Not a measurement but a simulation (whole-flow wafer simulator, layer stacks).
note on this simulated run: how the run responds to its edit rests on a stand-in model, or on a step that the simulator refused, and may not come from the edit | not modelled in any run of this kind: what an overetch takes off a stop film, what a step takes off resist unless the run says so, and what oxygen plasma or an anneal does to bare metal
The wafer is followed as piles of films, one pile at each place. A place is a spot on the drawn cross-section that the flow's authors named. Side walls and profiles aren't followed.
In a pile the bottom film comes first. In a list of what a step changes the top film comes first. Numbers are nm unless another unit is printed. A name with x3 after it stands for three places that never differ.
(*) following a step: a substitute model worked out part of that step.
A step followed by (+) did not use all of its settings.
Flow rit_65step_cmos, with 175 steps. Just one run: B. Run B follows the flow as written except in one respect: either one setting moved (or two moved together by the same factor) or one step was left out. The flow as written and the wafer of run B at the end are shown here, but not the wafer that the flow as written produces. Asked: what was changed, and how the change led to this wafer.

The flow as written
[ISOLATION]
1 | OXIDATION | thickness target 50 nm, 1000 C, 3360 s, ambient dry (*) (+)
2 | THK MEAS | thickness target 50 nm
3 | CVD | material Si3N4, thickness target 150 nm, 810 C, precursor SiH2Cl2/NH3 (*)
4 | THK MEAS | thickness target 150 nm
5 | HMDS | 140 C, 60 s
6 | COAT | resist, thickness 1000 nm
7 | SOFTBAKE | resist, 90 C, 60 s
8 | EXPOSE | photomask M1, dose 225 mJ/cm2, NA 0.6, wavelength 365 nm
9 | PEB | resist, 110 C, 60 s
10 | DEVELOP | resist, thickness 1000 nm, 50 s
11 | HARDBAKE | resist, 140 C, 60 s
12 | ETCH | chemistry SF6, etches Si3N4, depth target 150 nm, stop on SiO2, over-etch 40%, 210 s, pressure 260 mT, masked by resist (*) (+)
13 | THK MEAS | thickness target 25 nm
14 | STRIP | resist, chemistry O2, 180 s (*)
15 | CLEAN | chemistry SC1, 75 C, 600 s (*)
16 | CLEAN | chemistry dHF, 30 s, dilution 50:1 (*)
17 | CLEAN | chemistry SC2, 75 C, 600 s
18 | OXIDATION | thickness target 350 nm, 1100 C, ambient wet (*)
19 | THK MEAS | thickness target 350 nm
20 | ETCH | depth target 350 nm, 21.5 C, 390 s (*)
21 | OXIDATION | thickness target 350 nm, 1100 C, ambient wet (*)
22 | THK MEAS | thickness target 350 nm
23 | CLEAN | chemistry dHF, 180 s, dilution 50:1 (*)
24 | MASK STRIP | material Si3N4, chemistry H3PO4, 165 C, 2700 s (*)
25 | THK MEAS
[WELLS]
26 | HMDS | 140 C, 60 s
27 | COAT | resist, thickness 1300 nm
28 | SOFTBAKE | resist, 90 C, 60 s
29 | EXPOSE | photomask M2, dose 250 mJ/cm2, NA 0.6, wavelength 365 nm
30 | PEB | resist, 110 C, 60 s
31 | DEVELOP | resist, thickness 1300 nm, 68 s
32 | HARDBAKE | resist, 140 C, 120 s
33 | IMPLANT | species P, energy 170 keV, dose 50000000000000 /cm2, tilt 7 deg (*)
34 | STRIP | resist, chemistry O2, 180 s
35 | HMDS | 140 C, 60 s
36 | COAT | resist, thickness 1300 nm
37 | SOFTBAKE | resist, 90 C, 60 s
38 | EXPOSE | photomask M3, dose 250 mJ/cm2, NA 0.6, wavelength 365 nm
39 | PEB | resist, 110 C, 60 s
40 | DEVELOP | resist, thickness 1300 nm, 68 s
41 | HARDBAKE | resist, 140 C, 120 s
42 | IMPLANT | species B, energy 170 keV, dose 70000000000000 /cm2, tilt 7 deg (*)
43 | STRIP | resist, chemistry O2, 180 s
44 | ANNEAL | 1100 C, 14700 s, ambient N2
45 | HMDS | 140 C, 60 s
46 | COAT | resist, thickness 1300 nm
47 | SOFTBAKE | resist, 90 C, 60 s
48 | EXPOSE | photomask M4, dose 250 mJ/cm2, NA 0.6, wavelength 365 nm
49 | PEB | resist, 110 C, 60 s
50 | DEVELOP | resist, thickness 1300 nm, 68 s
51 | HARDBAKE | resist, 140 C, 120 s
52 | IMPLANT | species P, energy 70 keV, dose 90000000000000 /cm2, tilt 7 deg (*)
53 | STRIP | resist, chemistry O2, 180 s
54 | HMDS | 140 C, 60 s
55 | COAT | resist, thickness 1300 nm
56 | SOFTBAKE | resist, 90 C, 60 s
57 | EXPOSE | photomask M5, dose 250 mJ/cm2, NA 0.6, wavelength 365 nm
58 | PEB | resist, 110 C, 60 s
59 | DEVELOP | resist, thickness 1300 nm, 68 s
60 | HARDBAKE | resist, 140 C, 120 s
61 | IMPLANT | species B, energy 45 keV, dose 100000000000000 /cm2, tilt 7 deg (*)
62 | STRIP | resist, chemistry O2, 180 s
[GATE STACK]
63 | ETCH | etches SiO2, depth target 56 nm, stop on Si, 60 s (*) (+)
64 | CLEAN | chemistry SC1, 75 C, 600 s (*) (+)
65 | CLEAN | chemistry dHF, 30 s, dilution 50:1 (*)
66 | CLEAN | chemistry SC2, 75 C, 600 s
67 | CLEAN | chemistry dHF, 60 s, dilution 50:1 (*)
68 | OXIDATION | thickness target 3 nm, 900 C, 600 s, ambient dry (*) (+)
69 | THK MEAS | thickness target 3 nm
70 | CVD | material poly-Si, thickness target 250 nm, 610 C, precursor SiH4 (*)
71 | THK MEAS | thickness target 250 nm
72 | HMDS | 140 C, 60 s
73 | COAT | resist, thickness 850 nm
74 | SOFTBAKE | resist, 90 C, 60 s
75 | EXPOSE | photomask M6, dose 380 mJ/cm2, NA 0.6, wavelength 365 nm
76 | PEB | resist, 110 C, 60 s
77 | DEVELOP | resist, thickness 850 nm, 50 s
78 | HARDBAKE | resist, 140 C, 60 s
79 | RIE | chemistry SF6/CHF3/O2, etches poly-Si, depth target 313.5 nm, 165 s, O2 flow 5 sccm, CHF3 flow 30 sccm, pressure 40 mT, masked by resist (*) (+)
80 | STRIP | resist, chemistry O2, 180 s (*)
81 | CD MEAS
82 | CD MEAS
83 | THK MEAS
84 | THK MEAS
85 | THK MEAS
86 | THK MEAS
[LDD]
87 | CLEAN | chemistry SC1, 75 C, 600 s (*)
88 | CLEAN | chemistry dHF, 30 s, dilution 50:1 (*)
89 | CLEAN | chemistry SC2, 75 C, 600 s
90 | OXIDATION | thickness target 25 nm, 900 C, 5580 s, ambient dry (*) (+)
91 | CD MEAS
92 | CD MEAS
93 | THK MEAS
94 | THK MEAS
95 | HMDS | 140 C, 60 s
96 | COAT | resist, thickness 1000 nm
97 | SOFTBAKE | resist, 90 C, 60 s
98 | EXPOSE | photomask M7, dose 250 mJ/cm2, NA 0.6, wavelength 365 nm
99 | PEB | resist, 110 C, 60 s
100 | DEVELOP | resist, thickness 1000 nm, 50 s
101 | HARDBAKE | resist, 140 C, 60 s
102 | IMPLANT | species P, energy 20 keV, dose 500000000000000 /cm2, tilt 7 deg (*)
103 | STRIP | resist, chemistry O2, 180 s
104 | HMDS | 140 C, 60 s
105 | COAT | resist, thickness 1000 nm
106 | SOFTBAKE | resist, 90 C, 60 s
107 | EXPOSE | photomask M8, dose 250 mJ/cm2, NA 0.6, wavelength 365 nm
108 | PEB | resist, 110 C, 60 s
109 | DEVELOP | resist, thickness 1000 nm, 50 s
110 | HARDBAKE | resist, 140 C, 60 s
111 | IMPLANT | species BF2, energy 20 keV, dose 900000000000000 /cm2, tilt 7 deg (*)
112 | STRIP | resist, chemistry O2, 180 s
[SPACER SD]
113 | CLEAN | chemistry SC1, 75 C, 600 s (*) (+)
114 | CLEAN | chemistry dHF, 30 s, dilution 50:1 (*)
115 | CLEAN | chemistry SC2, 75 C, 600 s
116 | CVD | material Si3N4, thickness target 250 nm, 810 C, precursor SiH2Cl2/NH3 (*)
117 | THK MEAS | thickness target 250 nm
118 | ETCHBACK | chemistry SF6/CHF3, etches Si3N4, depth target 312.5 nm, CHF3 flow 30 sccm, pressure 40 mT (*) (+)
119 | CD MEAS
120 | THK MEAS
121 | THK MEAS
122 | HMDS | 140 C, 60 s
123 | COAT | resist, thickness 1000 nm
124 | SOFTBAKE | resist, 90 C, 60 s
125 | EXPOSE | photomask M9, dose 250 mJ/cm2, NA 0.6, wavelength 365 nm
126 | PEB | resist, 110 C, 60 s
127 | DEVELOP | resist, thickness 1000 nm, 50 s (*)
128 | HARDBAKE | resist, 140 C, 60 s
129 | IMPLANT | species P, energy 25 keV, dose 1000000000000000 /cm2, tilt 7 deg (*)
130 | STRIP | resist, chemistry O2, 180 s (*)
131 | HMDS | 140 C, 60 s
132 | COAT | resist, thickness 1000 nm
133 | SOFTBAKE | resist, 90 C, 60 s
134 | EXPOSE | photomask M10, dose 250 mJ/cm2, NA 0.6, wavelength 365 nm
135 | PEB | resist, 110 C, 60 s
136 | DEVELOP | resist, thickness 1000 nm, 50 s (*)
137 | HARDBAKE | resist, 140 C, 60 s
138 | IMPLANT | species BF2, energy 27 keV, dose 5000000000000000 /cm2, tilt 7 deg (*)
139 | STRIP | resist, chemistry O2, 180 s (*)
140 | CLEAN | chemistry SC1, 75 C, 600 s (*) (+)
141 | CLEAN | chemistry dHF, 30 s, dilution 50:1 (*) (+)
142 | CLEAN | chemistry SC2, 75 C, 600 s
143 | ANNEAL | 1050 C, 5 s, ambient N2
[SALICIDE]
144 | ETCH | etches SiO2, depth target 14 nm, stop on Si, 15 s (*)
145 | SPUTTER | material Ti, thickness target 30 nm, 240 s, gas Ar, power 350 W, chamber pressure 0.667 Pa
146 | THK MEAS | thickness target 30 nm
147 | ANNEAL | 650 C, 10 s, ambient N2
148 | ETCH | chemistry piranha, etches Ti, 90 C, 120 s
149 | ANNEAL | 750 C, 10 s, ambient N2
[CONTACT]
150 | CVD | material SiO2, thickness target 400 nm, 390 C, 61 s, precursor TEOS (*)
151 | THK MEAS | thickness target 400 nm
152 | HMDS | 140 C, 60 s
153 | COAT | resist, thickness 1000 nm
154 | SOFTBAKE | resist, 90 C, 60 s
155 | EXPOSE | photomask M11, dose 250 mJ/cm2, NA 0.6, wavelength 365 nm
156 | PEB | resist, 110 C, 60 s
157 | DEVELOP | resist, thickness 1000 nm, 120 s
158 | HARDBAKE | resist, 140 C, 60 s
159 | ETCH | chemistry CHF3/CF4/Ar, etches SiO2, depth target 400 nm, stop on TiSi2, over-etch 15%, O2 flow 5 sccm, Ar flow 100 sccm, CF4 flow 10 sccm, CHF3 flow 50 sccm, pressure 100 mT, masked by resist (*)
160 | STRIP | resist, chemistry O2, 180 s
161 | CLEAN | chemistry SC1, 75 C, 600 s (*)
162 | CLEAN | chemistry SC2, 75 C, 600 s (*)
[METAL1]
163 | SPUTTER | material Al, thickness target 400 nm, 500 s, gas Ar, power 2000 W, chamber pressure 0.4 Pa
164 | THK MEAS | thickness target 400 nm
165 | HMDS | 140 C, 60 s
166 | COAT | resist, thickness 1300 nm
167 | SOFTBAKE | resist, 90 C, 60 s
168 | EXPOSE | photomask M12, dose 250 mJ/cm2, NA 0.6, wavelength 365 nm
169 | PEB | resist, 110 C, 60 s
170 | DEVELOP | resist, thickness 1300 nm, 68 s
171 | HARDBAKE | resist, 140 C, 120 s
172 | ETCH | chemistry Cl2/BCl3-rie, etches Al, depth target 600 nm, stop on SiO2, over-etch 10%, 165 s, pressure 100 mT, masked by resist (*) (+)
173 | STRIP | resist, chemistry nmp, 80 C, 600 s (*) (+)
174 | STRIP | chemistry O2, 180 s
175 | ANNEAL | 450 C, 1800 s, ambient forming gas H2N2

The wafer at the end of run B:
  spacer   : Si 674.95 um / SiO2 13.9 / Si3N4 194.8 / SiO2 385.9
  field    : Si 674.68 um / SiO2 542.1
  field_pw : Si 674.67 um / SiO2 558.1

Cause: step 163, SPUTTER: thickness target 580 nm was run, while the flow as written has thickness target 400 nm.

How this came from the change, step by step:
  163 | SPUTTER | material Al, thickness target 400 nm, 500 s, gas Ar, power 2000 W, chamber pressure 0.4 Pa
      field, field_pw, field_p, spacer, spacer_p: +580 Al (new film) (in the flow as written it would be: +400 Al (new film))
      gate_n, gate_p: +542.1 Al (new film) (in the flow as written it would be: +396 Al (new film))
      (as well as at 1 more place)
  166 | COAT | resist, thickness 1300 nm
      gate_n: +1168 resist (new film) (in the flow as written it would be: +1131.7 resist (new film))
      gate_p: +1171.2 resist (new film) (in the flow as written it would be: +1135.6 resist (new film))
  169 | PEB | resist, 110 C, 60 s
      gate_n: -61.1 resist (in the flow as written it would be: -59.1 resist)
      gate_p: -61.3 resist (in the flow as written it would be: -59.3 resist)
  170 | DEVELOP | resist, thickness 1300 nm, 68 s
      gate_n: -1106.9 resist (all of it) (in the flow as written it would be: -1072.6 resist (all of it))
      gate_p: -1109.9 resist (all of it) (in the flow as written it would be: -1076.3 resist (all of it))
  172 | ETCH | chemistry Cl2/BCl3-rie, etches Al, depth target 600 nm, stop on SiO2, over-etch 10%, 165 s, pressure 100 mT, masked by resist (*) (+)
      field, field_pw, field_p, spacer, spacer_p: -580 Al (all of it), -10 SiO2 (in the flow as written it would be: -400 Al (all of it), -32.5 SiO2)
      gate_n, gate_p: -542.1 Al (all of it), -14.7 SiO2 (in the flow as written it would be: -396 Al (all of it), -33 SiO2)
      (as well as at 1 more place)
